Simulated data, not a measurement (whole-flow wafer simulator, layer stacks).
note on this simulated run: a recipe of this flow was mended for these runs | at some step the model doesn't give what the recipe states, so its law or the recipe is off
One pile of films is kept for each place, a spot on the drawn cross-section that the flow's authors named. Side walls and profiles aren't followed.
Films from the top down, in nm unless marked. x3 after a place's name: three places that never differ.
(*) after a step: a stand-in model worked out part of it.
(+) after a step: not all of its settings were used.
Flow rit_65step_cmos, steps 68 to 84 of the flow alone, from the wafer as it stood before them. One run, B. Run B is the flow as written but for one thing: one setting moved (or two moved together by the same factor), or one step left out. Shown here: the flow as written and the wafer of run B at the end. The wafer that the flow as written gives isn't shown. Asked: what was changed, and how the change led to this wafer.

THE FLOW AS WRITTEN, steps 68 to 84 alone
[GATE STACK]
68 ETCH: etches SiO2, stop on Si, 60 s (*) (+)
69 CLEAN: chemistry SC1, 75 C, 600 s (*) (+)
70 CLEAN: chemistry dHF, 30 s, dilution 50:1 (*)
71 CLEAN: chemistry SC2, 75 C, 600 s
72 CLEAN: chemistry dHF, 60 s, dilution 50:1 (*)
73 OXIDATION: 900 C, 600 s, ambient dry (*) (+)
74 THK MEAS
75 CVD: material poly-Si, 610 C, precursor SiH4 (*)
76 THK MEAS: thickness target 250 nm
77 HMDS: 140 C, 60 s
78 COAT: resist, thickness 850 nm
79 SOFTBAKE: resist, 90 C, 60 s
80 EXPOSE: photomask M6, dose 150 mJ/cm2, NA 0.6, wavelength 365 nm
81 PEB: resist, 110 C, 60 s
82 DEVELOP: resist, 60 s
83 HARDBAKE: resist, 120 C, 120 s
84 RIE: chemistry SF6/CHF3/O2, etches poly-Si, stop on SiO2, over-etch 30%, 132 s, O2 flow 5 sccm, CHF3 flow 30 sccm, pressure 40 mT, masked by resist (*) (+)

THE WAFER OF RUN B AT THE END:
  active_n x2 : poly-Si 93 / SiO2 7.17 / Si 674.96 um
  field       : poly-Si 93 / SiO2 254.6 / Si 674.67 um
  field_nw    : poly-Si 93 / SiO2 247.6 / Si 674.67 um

The cause: step 75, CVD: 642 C was run, where the flow has 610 C.

How the change led to this, step by step:
  75 CVD: material poly-Si, 610 C, precursor SiH4 (*)
      field, field_pw, field_nw and 11 more: poly-Si +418 (new film) (as written it would be: poly-Si +250 (new film))
  84 RIE: chemistry SF6/CHF3/O2, etches poly-Si, stop on SiO2, over-etch 30%, 132 s, O2 flow 5 sccm, CHF3 flow 30 sccm, pressure 40 mT, masked by resist (*) (+)
      field, field_pw, field_nw and 9 more: poly-Si -325 (as written it would be: poly-Si -250 (all of it), SiO2 -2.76)
